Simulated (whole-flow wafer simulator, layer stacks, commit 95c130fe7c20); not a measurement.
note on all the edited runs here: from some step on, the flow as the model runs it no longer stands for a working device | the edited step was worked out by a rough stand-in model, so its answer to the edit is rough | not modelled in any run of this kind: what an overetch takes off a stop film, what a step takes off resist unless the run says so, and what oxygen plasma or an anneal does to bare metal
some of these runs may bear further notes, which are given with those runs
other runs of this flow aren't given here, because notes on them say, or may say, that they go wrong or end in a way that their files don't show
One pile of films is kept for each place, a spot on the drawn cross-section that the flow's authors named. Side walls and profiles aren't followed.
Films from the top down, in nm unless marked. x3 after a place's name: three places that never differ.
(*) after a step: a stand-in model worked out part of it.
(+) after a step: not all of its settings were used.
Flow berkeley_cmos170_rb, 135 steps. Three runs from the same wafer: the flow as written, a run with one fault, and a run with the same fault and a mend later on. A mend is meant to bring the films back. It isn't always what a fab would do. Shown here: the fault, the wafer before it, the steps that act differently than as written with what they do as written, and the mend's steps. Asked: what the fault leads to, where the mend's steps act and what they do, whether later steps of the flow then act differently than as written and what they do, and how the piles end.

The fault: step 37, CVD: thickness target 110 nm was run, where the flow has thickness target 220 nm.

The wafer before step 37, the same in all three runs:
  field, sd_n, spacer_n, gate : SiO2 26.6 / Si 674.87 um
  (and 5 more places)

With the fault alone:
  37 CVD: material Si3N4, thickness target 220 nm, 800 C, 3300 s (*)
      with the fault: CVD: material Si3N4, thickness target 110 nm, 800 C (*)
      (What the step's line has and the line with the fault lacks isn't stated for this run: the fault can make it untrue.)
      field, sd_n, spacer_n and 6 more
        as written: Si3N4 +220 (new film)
        with the fault: Si3N4 +110 (new film)
  Later steps of the flow that act differently than as written (27 more steps differ only slightly, by at most 2% or 0.5 nm, whichever is larger, and aren't shown):
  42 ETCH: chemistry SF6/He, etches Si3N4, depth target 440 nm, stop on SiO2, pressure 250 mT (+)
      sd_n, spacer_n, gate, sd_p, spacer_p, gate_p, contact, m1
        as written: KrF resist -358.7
        with the fault: KrF resist -179.3
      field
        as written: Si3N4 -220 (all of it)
        with the fault: Si3N4 -110 (all of it)
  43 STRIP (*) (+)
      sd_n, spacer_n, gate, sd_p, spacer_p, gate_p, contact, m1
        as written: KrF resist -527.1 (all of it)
        with the fault: KrF resist -706.4 (all of it)
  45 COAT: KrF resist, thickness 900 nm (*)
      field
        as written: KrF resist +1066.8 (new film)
        with the fault: KrF resist +983.5 (new film)
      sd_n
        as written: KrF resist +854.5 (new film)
        with the fault: KrF resist +877.3 (new film)
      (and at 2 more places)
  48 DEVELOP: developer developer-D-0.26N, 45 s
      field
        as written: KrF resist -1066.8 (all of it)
        with the fault: KrF resist -983.5 (all of it)
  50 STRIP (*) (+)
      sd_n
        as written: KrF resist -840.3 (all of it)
        with the fault: KrF resist -863.1 (all of it)
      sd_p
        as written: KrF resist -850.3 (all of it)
        with the fault: KrF resist -868 (all of it)
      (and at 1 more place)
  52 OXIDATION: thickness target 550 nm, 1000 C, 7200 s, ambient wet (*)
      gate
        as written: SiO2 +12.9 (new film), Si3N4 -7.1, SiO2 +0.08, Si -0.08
        with the fault: SiO2 +12.9 (new film), Si3N4 -7.1
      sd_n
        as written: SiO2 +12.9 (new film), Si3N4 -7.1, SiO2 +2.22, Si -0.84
        with the fault: SiO2 +12.9 (new film), Si3N4 -7.1, SiO2 +35.1, Si -15.9
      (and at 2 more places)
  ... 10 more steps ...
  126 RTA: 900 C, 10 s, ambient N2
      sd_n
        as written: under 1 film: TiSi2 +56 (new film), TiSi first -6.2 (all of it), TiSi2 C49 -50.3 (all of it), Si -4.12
        with the fault: under 1 film: TiSi2 +46.7 (new film), TiSi2 C49 -49.6 (all of it)
  At the end the piles differ from the flow's by more than 2% or 0.5 nm, whichever is larger, at sd_n.
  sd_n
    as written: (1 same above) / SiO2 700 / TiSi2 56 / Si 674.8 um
    with the fault: (1 same above) / SiO2 700 / TiSi2 46.7 / Si 674.8 um

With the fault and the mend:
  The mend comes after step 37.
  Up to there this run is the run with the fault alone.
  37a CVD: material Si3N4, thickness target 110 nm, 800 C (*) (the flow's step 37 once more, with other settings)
      field, sd_n, spacer_n and 6 more
        Si3N4 +110
  No later step of the flow acts differently than as written at any place that is followed.
  At the end the piles are the same as the flow's at every place that both follow.
